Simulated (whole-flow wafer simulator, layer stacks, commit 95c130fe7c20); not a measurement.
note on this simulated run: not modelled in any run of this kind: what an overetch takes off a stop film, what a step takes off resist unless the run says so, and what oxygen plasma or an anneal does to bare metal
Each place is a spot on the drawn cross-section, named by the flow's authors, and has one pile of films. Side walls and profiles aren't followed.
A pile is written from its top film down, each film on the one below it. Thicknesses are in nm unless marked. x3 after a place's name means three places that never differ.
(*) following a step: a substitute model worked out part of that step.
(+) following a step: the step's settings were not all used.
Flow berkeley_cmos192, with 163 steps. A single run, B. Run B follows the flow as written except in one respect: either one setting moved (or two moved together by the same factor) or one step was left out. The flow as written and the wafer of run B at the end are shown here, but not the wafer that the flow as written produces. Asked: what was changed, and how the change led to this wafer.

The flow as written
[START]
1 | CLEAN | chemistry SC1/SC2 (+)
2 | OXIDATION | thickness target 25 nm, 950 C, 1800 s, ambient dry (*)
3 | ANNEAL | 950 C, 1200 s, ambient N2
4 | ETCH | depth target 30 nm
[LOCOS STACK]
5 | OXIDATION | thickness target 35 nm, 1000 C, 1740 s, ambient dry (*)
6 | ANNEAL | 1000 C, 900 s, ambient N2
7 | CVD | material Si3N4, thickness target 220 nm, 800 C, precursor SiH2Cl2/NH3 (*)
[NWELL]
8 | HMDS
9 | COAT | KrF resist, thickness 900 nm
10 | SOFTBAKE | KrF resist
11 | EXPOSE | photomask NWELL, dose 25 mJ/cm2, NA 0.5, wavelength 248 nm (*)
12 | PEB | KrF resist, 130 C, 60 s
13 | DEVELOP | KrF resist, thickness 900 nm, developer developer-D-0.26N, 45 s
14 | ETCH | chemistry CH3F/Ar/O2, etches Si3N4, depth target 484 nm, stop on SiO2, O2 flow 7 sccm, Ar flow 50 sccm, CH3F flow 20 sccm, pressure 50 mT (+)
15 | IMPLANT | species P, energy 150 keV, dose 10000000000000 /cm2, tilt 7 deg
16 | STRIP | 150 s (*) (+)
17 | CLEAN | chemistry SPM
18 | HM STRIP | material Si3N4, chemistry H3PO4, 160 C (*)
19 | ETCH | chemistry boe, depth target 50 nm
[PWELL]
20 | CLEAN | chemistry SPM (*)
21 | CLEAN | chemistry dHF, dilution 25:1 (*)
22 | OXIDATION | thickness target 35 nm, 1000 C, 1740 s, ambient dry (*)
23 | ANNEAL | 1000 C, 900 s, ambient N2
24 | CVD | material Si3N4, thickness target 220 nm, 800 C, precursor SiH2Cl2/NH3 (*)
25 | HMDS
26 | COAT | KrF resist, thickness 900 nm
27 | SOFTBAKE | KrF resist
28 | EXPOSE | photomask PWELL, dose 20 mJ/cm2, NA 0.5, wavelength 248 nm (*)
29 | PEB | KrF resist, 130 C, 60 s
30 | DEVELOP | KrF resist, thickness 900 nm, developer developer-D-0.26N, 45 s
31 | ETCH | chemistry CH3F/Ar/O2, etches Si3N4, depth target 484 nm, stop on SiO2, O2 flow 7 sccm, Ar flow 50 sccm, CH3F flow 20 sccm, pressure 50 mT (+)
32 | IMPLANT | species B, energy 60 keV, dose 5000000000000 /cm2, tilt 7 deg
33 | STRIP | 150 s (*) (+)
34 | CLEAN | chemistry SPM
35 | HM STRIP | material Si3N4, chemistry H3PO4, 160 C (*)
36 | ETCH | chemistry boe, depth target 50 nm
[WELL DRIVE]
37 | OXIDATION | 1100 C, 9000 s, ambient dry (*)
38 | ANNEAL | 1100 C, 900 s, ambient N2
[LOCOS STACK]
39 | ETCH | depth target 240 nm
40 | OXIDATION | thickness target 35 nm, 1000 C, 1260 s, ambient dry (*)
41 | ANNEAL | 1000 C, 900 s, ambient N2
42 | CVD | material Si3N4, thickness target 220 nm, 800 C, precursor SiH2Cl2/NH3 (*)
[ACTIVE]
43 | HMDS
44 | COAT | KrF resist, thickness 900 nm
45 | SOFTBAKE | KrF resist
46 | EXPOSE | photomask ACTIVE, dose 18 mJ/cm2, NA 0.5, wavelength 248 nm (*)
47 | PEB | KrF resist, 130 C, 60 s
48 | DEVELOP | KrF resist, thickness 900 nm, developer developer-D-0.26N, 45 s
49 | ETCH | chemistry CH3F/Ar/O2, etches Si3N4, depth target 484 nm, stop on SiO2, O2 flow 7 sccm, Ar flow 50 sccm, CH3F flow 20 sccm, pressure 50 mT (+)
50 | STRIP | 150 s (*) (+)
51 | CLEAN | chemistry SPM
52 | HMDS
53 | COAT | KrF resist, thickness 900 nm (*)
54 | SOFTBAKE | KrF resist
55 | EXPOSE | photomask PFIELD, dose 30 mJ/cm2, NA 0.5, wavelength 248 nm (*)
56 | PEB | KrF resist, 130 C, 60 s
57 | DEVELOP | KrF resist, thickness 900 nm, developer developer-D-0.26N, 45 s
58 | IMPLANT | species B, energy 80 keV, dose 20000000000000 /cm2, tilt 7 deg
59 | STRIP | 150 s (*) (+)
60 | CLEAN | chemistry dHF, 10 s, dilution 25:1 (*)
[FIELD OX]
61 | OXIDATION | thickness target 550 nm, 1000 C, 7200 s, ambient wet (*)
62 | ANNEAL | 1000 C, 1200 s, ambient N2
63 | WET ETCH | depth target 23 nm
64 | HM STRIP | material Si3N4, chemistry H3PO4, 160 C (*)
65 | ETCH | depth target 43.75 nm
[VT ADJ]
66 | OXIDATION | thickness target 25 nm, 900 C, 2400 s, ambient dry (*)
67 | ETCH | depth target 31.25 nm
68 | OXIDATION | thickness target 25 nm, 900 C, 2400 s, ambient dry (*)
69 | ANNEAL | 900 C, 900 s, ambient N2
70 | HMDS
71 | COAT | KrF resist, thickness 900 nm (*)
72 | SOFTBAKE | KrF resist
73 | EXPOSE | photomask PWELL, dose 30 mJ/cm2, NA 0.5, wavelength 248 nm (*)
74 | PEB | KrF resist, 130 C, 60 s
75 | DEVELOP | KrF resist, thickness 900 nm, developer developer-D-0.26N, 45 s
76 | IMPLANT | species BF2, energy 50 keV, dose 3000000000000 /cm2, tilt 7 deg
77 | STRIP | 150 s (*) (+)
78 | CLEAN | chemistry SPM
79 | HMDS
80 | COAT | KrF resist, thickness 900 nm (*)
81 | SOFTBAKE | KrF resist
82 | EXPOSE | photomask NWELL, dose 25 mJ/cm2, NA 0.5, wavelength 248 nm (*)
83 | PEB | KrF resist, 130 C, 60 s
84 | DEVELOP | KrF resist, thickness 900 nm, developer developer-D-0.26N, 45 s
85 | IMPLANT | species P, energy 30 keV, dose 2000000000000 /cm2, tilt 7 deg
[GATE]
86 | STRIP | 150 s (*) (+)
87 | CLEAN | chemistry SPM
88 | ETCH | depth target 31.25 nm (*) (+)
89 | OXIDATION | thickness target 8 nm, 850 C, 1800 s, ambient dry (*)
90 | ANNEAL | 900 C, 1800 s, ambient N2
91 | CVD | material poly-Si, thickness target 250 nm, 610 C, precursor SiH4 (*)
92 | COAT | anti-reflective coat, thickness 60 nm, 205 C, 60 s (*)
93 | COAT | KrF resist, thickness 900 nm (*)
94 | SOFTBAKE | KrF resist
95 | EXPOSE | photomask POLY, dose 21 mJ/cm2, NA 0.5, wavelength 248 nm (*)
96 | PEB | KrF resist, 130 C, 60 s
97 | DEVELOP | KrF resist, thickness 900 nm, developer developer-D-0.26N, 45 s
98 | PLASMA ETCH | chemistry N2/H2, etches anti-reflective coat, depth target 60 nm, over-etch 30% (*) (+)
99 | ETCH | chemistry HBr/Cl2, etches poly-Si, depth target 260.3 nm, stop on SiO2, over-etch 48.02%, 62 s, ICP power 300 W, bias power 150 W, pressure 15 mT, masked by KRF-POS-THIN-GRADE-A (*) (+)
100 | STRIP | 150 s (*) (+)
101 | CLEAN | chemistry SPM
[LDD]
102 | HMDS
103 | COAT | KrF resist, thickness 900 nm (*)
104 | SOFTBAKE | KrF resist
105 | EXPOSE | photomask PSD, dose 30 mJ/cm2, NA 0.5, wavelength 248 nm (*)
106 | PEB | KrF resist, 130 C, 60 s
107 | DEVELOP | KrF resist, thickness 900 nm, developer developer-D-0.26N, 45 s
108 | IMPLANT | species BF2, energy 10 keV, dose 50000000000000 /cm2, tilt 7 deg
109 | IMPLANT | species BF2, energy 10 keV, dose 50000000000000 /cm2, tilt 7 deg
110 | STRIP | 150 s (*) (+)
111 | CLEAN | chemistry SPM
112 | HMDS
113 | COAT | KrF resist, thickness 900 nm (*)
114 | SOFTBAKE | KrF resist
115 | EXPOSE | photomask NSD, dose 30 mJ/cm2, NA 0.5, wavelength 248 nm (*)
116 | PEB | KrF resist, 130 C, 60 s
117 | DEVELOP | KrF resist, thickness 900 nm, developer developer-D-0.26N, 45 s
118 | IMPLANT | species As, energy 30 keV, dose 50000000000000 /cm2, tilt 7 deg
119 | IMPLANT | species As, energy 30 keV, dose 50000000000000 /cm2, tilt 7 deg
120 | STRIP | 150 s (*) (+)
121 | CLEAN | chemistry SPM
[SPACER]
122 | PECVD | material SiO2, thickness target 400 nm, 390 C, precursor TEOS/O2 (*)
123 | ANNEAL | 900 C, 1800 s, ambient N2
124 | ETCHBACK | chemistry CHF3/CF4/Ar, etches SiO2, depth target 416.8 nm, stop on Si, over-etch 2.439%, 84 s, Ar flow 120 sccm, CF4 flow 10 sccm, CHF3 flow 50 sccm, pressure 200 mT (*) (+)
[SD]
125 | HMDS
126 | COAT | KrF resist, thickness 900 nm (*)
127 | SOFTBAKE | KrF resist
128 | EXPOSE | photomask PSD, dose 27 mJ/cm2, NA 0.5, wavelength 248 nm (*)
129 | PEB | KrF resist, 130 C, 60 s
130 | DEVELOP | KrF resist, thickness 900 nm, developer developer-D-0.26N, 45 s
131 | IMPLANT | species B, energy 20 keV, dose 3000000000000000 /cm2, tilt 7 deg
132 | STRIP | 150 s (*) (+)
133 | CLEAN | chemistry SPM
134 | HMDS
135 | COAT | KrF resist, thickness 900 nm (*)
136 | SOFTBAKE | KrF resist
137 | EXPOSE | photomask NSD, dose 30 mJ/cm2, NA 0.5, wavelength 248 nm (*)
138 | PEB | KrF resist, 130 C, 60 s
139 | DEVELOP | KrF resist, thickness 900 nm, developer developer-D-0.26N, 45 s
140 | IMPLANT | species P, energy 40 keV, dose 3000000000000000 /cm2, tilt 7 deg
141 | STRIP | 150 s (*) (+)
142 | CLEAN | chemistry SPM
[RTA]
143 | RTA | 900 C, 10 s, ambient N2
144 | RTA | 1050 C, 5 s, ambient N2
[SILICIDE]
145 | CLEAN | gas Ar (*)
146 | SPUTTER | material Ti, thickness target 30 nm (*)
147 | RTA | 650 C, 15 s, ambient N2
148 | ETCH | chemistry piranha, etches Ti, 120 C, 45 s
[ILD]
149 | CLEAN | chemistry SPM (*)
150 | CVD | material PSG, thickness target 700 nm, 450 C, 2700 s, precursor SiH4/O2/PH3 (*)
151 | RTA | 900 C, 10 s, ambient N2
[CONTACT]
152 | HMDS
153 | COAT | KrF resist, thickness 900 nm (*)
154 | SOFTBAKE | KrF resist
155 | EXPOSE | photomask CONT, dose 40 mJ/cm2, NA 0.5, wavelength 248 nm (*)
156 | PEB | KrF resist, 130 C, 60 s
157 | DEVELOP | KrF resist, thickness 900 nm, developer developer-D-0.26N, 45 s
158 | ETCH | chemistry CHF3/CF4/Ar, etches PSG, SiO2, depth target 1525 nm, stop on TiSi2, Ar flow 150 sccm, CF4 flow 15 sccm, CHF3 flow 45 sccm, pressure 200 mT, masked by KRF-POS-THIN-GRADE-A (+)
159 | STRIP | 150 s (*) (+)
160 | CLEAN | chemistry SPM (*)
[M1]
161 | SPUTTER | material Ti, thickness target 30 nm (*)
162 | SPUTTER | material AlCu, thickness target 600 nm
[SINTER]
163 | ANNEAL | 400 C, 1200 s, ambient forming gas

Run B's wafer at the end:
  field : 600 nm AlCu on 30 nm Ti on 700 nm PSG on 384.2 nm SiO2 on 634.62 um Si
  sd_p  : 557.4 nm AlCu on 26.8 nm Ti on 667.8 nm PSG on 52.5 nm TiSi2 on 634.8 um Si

What caused this: step 63, WET ETCH: depth target 34 nm was run, though the flow has depth target 23 nm.

How this came from the change, step by step:
  63 | WET ETCH | depth target 23 nm
      field: -34 SiO2 (it would be, as written: -23 SiO2)
  92 | COAT | anti-reflective coat, thickness 60 nm, 205 C, 60 s (*)
      sd_n: +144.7 anti-reflective coat (new film) (it would be, as written: +152.4 anti-reflective coat (new film))
      spacer_n: +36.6 anti-reflective coat (new film) (it would be, as written: +33.8 anti-reflective coat (new film))
      (as well as at 4 more places)
  98 | PLASMA ETCH | chemistry N2/H2, etches anti-reflective coat, depth target 60 nm, over-etch 30% (*) (+)
      sd_n: -144.7 anti-reflective coat (all of it), -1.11 poly-Si (it would be, as written: -152.4 anti-reflective coat (all of it), -1.17 poly-Si)
      spacer_n: -36.6 anti-reflective coat (all of it), -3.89 poly-Si (it would be, as written: -33.8 anti-reflective coat (all of it), -4.21 poly-Si)
      (as well as at 2 more places)
  100 | STRIP | 150 s (*) (+)
      gate: +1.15 chemical SiO2 (new film), -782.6 KrF resist (all of it), -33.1 anti-reflective coat (all of it), -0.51 poly-Si (it would be, as written: +1.15 chemical SiO2 (new film), -791.8 KrF resist (all of it), -30 anti-reflective coat (all of it), -0.51 poly-Si)
      gate_p: +1.15 chemical SiO2 (new film), -758.9 KrF resist (all of it), -33.3 anti-reflective coat (all of it), -0.51 poly-Si (it would be, as written: +1.15 chemical SiO2 (new film), -765.1 KrF resist (all of it), -31 anti-reflective coat (all of it), -0.51 poly-Si)
